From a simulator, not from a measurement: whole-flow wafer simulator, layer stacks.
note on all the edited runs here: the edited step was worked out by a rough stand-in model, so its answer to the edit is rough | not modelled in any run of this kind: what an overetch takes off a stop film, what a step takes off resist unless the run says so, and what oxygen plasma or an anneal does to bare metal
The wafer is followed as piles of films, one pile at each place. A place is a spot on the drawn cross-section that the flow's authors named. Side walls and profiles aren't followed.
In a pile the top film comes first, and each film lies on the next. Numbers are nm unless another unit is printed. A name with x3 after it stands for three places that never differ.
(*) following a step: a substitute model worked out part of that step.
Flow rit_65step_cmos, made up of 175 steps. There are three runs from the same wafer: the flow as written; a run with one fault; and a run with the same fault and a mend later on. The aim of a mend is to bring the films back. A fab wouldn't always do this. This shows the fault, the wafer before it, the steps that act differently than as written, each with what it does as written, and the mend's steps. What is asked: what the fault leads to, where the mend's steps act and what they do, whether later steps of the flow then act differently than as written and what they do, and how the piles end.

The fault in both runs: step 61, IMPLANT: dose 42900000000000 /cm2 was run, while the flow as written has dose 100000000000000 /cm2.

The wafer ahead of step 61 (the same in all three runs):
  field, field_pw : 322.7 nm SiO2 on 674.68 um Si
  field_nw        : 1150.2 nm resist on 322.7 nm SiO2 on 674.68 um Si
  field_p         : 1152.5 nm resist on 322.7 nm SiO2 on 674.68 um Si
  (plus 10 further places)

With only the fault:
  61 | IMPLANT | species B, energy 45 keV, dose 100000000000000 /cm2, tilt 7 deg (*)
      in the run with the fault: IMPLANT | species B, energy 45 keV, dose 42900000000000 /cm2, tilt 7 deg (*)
      does the same as it does as written at each place that is followed
  Steps further on in the flow that do not act as written (31 other steps are not shown; they differ only slightly, by no more than 2% or 0.5 nm, whichever is larger):
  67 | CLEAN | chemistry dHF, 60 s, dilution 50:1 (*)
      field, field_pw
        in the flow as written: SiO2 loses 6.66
        in the run with the fault: SiO2 loses 6.04
  At the end the piles are close to the flow's at the places that both follow, differing by at most 2% or 0.5 nm, whichever is larger.

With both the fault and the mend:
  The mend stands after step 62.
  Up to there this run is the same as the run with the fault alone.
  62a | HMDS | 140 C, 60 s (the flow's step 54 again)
      alters no film at any place that is followed
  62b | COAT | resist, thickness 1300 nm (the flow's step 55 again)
      gate_n, gate_p, spacer, spacer_p, contact
        resist gains 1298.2 (new film)
      active_n, active_p, sd_p
        resist gains 1297.4 (new film)
      field_pw, field_nw
        resist gains 1313 (new film)
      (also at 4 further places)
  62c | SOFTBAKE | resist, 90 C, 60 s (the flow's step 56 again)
      alters no film at any place that is followed
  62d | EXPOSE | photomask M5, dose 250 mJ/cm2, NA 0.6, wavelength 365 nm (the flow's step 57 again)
      alters no film at any place that is followed
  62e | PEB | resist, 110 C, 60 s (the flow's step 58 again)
      gate_n, gate_p, spacer, spacer_p, contact, m1
        resist loses 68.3
      active_n, active_p, sd_n, sd_p
        resist loses 68.2
      field, field_p
        resist loses 69.2
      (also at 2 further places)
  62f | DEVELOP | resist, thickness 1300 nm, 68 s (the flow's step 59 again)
      gate_n, spacer, contact
        resist loses 1229.9 (all of it)
      field
        resist loses 1246.5 (all of it)
      field_pw
        resist loses 1243.9 (all of it)
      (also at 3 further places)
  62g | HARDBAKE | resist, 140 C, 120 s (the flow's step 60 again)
      active_p, gate_p, spacer_p
        resist loses 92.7
      field_nw
        resist loses 93.8
      field_p
        resist loses 94
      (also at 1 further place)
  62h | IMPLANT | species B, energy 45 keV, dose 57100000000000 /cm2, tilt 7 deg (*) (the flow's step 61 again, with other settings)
      alters no film at any place that is followed
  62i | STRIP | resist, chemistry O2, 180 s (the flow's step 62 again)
      active_p, sd_p
        resist loses 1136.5 (all of it)
      gate_p, spacer_p
        resist loses 1137.2 (all of it)
      field_nw
        resist loses 1150.2 (all of it)
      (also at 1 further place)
  Every later step of the flow that is run acts as written at every place that is followed.
  At every place that both follow, the piles at the end match the flow's.
